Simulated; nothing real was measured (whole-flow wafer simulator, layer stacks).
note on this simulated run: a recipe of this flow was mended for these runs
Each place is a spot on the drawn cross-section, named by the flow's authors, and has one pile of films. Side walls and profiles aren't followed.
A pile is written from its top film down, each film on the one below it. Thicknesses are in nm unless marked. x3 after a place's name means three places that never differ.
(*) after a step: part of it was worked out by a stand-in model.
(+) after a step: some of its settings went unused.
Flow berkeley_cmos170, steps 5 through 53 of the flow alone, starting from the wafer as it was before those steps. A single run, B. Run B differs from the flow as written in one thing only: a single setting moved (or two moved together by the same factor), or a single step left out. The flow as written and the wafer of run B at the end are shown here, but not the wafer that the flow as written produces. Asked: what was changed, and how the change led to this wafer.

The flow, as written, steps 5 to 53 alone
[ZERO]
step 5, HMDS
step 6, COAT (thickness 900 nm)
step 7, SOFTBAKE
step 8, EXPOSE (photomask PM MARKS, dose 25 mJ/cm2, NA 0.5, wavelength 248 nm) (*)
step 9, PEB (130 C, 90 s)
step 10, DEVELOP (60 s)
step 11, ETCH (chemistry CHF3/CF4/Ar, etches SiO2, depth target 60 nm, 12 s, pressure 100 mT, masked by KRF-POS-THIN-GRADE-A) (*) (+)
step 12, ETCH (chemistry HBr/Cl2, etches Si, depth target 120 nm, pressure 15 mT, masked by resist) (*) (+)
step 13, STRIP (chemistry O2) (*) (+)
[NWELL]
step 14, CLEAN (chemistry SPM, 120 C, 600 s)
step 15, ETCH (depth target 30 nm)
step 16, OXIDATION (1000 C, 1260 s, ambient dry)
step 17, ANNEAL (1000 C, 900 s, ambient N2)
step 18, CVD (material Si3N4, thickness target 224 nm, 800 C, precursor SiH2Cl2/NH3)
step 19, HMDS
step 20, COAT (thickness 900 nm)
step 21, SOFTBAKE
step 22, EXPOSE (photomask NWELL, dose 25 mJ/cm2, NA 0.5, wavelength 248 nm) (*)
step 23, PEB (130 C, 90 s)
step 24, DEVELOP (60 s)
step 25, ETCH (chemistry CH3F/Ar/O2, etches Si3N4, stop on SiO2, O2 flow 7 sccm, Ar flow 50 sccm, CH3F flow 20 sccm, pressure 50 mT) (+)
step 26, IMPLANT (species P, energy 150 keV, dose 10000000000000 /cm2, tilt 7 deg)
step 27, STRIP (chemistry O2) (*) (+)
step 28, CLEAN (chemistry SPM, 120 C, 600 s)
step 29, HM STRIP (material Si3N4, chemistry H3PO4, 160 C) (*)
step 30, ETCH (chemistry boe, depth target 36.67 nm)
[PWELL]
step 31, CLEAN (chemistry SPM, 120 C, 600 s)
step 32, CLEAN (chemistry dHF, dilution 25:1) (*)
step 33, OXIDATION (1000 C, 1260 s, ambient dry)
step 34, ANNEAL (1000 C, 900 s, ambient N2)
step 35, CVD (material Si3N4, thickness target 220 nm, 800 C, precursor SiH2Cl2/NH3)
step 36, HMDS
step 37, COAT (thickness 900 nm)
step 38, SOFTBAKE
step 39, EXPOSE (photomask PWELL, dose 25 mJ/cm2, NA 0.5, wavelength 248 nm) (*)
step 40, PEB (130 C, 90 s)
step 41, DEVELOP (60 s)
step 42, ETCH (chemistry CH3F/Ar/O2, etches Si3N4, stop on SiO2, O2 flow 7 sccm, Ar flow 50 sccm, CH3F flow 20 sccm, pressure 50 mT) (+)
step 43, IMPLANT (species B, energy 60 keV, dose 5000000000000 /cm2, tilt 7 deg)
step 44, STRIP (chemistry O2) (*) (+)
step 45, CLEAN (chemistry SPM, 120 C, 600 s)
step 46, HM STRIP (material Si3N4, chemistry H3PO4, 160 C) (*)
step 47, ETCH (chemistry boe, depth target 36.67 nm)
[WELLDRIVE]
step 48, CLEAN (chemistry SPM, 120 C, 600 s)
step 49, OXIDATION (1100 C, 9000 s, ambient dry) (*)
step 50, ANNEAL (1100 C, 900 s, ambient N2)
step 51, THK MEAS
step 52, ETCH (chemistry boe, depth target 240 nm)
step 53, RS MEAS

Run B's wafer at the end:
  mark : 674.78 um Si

What caused this: step 12, ETCH: depth target 101 nm was run, though the flow has depth target 120 nm.

Step by step, how the change led to this:
  step 12, ETCH (chemistry HBr/Cl2, etches Si, depth target 120 nm, pressure 15 mT, masked by resist) (*) (+)
      field x9, sd_p x3: -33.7 KrF-resist (in the flow as written it would be: -40 KrF-resist)
      mark: -101 Si (in the flow as written it would be: -120 Si)
